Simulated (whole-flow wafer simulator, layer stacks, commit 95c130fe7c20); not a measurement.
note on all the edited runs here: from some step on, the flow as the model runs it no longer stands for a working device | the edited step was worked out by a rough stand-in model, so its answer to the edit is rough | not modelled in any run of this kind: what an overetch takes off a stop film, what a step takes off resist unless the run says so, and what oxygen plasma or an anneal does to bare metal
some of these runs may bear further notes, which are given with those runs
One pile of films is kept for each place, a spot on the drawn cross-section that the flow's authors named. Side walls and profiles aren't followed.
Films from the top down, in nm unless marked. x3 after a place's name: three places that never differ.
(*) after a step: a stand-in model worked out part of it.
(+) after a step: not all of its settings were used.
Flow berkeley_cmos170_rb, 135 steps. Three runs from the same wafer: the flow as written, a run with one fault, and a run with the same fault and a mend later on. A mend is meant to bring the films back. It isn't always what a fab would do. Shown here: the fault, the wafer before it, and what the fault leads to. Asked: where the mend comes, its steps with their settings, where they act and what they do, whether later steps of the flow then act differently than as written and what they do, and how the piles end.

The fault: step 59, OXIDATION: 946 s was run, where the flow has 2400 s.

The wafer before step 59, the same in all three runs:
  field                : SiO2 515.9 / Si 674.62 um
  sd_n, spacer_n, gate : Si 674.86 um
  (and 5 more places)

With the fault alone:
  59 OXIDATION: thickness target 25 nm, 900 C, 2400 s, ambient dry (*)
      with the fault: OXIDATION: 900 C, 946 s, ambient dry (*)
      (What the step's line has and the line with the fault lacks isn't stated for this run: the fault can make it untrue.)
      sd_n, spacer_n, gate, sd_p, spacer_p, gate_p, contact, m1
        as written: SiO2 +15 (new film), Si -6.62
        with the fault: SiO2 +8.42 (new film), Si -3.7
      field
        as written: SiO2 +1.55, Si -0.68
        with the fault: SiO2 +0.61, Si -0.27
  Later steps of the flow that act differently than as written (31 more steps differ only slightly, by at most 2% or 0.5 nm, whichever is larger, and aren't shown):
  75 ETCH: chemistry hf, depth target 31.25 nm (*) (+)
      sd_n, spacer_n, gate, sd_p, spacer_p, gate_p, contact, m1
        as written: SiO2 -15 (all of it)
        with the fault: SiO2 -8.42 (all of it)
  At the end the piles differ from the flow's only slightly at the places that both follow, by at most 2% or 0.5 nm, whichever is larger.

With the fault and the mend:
  The mend comes after step 60.
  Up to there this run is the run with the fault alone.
  60a OXIDATION: 900 C, 1410 s, ambient dry (*) (the flow's step 59 once more, with other settings)
      sd_n, spacer_n, gate, sd_p, spacer_p, gate_p, contact, m1
        SiO2 +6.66, Si -2.93
      field
        SiO2 +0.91, Si -0.4
  No later step of the flow acts differently than as written, at any place that is followed, by more than 2% or 0.5 nm, whichever is larger.
  At the end the piles differ from the flow's only slightly at the places that both follow, by at most 2% or 0.5 nm, whichever is larger.
